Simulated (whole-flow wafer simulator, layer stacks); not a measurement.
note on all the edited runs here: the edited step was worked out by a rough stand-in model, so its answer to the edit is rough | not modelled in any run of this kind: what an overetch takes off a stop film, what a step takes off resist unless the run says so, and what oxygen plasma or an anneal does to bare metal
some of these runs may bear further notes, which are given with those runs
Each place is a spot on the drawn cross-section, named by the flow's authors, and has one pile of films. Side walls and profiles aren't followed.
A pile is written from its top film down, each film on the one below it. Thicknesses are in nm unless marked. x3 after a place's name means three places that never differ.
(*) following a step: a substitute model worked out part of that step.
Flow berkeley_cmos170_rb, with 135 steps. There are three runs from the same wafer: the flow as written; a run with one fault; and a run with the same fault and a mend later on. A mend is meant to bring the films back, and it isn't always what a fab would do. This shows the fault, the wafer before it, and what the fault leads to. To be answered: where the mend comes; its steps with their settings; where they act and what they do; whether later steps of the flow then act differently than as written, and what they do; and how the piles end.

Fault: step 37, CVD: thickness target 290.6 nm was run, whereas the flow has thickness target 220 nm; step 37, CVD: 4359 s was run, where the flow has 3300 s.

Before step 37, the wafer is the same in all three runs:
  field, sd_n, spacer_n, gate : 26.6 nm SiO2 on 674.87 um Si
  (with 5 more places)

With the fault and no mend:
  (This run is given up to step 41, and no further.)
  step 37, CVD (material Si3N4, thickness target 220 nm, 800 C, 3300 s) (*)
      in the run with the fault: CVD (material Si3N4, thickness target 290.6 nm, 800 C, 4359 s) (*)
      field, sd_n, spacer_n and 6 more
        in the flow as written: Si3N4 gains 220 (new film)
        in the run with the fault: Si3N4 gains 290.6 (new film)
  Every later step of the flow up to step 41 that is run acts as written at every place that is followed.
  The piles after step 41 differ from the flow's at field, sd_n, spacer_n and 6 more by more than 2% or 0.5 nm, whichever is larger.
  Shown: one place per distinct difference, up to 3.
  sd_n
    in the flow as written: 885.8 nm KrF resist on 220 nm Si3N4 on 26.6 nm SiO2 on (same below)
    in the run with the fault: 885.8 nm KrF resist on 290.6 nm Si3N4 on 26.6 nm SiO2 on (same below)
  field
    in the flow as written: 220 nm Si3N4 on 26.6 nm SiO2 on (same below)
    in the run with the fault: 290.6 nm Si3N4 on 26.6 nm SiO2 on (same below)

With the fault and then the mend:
  After step 37 comes the mend.
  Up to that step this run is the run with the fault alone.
  step 37a, ETCH (chemistry h3po4, depth target 333.7 nm) (a further turn of the flow's step 30, with different settings)
      field, sd_n, spacer_n and 6 more
        Si3N4 loses 290.6 (all of it)
  step 37b, CLEAN (*)
      does not change any film at any place that is followed
  step 37c, CVD (material Si3N4, thickness target 220 nm, 800 C, 3300 s) (*) (a further turn of the flow's step 37)
      field, sd_n, spacer_n and 6 more
        Si3N4 gains 220 (new film)
  Every later step of the flow that is run acts as written at every place that is followed.
  By the end, the piles equal the flow's at every place that both follow.
